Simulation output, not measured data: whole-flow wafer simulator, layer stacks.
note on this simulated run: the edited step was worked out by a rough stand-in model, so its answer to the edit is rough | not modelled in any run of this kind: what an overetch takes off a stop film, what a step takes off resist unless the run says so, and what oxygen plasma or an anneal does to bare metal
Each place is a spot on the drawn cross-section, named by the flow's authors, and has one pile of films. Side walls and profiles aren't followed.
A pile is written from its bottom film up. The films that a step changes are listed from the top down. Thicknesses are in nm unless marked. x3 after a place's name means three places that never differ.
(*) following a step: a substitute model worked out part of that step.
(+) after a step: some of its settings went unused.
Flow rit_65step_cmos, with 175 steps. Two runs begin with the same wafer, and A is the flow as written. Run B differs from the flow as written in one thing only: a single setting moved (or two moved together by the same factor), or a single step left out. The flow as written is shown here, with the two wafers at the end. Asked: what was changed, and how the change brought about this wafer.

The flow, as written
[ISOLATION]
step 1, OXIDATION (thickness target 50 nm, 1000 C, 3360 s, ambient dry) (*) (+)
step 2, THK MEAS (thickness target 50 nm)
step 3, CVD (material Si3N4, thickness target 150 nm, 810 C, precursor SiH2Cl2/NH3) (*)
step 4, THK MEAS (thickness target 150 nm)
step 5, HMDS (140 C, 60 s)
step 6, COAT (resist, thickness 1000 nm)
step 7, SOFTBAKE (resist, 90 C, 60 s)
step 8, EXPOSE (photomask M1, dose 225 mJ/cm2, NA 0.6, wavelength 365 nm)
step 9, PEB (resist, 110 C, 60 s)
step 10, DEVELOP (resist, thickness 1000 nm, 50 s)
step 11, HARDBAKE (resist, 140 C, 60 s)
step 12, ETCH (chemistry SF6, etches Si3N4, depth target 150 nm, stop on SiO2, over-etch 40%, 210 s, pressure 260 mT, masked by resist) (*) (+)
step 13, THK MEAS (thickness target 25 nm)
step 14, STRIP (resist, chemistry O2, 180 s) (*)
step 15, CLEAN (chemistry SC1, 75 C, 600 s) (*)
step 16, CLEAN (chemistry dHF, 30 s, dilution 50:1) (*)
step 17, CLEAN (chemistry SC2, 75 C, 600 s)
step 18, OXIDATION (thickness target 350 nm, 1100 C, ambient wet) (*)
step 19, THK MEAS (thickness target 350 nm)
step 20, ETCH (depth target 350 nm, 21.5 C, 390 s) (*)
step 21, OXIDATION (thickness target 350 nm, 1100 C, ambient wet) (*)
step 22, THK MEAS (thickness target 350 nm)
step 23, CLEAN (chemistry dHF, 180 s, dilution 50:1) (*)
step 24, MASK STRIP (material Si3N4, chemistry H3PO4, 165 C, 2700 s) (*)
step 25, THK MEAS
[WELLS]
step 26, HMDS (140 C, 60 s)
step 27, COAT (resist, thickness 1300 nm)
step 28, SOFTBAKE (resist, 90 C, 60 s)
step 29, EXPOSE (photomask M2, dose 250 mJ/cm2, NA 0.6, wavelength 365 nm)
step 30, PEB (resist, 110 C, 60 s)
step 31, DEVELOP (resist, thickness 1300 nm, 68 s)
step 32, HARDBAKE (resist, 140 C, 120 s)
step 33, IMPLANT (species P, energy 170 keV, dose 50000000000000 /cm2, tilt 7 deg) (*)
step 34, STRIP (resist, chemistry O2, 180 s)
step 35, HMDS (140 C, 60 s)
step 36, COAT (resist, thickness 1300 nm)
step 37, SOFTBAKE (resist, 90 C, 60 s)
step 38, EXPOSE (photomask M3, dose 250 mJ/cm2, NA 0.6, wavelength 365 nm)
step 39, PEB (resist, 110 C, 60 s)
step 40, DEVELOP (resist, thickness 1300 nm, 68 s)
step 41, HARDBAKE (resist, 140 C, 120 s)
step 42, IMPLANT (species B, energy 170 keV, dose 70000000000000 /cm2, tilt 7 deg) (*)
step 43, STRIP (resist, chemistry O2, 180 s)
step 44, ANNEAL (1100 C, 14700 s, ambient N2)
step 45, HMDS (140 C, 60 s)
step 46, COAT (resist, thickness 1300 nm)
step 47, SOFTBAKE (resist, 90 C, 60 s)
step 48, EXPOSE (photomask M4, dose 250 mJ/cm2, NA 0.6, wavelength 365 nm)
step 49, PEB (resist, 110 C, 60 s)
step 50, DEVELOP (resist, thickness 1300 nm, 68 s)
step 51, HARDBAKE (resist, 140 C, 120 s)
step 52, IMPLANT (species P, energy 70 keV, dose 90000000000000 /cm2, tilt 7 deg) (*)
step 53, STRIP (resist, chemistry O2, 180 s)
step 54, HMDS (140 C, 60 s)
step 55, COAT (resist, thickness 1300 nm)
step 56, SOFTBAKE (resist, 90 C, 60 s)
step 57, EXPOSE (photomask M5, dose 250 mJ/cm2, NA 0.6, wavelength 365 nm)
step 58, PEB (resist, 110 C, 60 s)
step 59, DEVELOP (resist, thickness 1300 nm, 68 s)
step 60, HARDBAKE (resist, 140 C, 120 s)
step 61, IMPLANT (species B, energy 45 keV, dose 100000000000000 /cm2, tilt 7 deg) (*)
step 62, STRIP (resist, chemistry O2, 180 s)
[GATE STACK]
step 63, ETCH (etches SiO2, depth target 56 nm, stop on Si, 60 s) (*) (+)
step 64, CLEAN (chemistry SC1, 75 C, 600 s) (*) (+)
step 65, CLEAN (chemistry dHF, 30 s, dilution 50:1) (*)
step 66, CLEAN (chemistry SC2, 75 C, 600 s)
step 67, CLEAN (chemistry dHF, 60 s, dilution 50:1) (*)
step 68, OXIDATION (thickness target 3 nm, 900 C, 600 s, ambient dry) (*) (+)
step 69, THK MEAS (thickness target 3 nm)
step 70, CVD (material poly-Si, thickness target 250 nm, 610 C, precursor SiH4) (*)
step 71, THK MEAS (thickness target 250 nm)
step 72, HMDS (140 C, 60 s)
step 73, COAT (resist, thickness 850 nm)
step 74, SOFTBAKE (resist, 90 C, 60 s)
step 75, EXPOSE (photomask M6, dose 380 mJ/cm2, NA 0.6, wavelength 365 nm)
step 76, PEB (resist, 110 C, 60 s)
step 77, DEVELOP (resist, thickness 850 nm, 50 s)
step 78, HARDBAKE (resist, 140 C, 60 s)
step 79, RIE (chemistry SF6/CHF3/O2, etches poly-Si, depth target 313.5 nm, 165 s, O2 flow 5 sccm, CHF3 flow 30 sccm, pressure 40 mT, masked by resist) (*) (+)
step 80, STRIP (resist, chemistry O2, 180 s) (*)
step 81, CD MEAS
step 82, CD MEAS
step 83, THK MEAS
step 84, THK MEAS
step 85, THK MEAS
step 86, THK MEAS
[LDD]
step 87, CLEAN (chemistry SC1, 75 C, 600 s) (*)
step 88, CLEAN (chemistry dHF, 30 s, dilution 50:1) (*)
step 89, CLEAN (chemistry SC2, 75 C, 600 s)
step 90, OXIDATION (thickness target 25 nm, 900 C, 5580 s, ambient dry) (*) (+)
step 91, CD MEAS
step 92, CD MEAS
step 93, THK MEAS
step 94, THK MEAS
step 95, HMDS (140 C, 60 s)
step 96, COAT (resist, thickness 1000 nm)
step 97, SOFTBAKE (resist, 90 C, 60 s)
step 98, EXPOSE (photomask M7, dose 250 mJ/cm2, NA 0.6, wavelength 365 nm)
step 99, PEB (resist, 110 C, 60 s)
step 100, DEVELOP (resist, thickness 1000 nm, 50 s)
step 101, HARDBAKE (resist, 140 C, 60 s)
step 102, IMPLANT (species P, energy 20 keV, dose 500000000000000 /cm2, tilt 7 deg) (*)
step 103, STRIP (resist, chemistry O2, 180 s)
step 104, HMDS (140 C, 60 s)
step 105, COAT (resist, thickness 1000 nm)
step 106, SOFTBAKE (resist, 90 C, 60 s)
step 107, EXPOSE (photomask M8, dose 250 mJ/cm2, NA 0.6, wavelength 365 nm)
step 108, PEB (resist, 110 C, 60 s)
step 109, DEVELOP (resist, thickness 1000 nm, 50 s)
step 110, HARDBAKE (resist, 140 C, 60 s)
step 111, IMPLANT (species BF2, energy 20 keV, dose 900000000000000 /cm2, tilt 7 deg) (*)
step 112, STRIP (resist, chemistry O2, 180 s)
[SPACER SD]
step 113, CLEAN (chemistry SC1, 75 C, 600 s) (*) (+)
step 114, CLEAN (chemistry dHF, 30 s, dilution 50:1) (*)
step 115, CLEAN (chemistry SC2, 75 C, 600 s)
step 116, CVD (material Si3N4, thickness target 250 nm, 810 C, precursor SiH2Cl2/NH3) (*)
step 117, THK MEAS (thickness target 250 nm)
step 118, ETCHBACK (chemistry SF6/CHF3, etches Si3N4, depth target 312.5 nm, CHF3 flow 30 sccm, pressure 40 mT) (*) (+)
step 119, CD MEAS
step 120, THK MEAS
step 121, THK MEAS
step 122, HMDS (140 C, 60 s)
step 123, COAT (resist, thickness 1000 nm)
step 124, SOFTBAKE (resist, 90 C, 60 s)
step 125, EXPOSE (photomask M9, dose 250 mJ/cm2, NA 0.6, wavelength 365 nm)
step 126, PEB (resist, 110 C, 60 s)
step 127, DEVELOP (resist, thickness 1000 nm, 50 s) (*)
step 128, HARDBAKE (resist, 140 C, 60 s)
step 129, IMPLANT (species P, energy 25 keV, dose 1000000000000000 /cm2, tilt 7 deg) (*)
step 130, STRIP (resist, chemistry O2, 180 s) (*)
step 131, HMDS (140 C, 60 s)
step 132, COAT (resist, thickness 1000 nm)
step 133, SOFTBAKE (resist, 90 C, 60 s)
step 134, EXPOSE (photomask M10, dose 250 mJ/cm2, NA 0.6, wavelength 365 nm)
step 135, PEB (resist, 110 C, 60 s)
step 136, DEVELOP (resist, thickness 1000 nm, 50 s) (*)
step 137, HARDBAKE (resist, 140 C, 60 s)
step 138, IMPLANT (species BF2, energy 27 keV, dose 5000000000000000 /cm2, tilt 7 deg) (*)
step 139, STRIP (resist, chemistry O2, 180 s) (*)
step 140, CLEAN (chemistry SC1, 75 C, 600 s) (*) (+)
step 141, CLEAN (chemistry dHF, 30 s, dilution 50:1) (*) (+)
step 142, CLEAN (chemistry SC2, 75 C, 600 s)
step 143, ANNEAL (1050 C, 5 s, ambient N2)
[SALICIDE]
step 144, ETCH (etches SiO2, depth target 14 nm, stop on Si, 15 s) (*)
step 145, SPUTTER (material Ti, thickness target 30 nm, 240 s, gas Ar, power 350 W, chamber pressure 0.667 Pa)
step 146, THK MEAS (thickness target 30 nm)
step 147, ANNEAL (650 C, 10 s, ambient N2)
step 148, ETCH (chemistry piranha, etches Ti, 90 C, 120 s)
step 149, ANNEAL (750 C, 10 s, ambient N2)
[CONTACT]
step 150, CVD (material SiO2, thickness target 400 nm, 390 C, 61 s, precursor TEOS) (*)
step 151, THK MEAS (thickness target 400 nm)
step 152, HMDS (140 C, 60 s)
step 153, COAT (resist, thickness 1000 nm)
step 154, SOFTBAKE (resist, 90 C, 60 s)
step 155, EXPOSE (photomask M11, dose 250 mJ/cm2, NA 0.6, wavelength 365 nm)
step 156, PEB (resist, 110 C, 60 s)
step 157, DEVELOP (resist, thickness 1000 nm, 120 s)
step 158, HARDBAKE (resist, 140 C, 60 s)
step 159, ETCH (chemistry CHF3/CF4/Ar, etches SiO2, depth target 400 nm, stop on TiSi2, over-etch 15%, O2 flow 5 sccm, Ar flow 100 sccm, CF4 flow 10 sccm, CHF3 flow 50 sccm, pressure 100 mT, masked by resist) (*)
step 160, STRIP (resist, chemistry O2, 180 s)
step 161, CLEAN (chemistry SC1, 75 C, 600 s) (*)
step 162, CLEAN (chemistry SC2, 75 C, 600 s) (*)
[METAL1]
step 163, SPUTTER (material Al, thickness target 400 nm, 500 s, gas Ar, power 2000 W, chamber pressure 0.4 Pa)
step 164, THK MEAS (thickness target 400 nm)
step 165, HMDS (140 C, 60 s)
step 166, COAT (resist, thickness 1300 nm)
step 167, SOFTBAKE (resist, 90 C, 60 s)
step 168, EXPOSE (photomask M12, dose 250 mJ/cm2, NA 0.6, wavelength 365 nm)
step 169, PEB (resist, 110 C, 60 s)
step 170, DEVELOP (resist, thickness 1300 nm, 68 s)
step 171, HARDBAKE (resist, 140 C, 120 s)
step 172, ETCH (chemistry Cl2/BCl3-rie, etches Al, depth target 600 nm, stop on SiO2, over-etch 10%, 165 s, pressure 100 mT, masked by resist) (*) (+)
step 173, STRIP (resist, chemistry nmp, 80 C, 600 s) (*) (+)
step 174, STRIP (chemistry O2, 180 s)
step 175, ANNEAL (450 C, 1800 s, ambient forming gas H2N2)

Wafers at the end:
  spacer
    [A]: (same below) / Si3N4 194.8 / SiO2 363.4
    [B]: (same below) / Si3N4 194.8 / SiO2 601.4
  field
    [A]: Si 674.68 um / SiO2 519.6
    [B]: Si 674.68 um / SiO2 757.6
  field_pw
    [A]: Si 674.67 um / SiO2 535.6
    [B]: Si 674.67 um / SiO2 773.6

What caused this: step 150, CVD: thickness target 638 nm was run, whereas the flow has thickness target 400 nm; step 150, CVD: 97 s was run, where the flow has 61 s.

The path from the change to this, step by step:
  step 150, CVD (material SiO2, thickness target 400 nm, 390 C, 61 s, precursor TEOS) (*)
      field, field_pw, field_nw, field_p: A +400 SiO2 | B +638 SiO2
      spacer, spacer_p: A +400 SiO2 (new film) | B +638 SiO2 (new film)
      (also at 2 further places)
